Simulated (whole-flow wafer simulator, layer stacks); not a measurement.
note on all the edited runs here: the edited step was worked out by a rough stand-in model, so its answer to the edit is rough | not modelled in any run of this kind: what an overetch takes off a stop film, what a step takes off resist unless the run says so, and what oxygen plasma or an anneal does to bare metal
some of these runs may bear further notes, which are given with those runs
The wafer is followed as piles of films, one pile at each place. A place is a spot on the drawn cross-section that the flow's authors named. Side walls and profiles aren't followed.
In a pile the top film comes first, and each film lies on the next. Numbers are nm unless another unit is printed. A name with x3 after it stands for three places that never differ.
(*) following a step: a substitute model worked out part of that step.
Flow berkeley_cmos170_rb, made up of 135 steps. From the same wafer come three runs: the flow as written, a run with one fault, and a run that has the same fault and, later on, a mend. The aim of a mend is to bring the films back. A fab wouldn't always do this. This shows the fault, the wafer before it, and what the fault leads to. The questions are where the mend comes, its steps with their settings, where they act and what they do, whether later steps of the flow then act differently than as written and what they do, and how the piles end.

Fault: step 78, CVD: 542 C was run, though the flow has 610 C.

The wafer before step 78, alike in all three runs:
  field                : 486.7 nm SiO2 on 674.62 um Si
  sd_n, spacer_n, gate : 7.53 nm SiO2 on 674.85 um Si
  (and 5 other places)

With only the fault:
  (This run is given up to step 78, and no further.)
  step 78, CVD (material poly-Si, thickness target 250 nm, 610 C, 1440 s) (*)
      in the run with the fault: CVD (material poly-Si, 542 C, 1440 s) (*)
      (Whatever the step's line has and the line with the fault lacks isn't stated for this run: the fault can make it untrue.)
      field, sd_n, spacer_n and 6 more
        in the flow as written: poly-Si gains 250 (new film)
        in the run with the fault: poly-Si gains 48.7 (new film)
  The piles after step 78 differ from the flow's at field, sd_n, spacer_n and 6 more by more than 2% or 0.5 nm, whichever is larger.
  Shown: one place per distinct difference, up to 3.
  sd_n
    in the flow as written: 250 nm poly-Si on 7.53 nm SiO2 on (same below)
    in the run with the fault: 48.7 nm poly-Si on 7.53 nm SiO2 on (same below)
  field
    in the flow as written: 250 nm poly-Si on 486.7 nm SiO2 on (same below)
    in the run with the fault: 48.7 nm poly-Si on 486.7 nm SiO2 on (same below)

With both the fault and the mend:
  The mend follows step 78.
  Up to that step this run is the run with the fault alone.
  step 78a, ETCH (chemistry tmah, depth target 55.96 nm)
      field, sd_n, spacer_n and 6 more
        poly-Si loses 48.7 (all of it)
  step 78b, CLEAN (*) (the flow's step 74, run once more)
      leaves every film unchanged at each place that is followed
  step 78c, CVD (material poly-Si, thickness target 250 nm, 610 C, 1440 s) (*) (the flow's step 78, run once more)
      field, sd_n, spacer_n and 6 more
        poly-Si gains 250 (new film)
  Later steps of the flow that are run all act as written at every place that is followed, up to a difference of at most 2% or 0.5 nm, whichever is larger.
  At every place that both follow, the piles at the end match the flow's.
